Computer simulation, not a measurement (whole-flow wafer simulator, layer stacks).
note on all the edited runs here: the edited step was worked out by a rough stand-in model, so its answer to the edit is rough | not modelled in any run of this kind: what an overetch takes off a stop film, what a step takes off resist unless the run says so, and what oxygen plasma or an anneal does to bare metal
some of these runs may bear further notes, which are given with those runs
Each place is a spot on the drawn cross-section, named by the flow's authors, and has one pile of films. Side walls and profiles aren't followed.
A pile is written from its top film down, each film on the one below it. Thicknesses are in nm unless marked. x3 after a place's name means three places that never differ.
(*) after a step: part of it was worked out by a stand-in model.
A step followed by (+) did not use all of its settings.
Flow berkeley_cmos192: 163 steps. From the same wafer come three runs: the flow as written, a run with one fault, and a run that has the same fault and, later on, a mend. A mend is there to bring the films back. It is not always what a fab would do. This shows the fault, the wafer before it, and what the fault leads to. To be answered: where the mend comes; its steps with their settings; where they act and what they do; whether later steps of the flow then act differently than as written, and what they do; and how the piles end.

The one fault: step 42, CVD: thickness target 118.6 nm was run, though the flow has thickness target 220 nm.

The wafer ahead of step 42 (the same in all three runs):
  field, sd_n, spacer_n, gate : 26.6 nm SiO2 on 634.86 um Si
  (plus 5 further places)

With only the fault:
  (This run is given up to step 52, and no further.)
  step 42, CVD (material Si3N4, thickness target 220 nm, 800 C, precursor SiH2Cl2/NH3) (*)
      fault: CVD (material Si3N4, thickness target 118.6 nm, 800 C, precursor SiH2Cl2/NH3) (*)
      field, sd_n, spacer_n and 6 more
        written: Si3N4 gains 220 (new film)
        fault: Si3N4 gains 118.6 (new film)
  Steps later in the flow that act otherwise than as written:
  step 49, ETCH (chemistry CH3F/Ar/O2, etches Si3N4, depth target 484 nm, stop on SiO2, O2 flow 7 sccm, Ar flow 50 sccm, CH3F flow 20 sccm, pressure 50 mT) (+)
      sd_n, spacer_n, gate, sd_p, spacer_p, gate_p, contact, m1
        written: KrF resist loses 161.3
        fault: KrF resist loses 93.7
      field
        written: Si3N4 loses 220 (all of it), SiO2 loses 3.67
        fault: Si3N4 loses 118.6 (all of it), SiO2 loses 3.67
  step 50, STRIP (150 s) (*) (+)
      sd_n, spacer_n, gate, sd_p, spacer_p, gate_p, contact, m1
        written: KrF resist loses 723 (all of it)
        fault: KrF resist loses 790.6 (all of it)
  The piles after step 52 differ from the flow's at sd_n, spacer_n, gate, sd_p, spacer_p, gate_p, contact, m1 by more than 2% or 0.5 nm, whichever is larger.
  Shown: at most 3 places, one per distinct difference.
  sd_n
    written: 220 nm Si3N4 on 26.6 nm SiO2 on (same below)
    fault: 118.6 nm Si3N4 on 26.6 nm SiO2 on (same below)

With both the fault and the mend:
  After step 48 comes the mend.
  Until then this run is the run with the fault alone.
  step 48a, STRIP (150 s) (*) (+)
      sd_n, spacer_n, gate, sd_p, spacer_p, gate_p, contact, m1
        KrF resist loses 884.4 (all of it)
  step 48b, CLEAN (chemistry SPM) (the flow's step 34 again)
      alters no film at any place that is followed
  step 48c, CVD (material Si3N4, thickness target 101.4 nm, 800 C, precursor SiH2Cl2/NH3) (*) (the flow's step 42 again, with other settings)
      field, sd_n, spacer_n and 6 more
        Si3N4 gains 101.4
  step 48d, HMDS (the flow's step 43 again)
      alters no film at any place that is followed
  step 48e, COAT (KrF resist, thickness 900 nm) (the flow's step 44 again)
      field, sd_n, spacer_n and 6 more
        KrF resist gains 900 (new film)
  step 48f, SOFTBAKE (KrF resist) (the flow's step 45 again)
      alters no film at any place that is followed
  step 48g, EXPOSE (photomask ACTIVE, dose 18 mJ/cm2, NA 0.5, wavelength 248 nm) (*) (the flow's step 46 again)
      alters no film at any place that is followed
  step 48h, PEB (KrF resist, 130 C, 60 s) (the flow's step 47 again)
      field, sd_n, spacer_n and 6 more
        KrF resist loses 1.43
  step 48i, DEVELOP (KrF resist, thickness 900 nm, developer developer-D-0.26N, 45 s) (the flow's step 48 again)
      sd_n, spacer_n, gate, sd_p, spacer_p, gate_p, contact, m1
        KrF resist loses 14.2
      field
        KrF resist loses 898.6 (all of it)
  Later steps of the flow that are run all act as written at every place that is followed.
  The piles end the same as the flow's at every place that both follow.
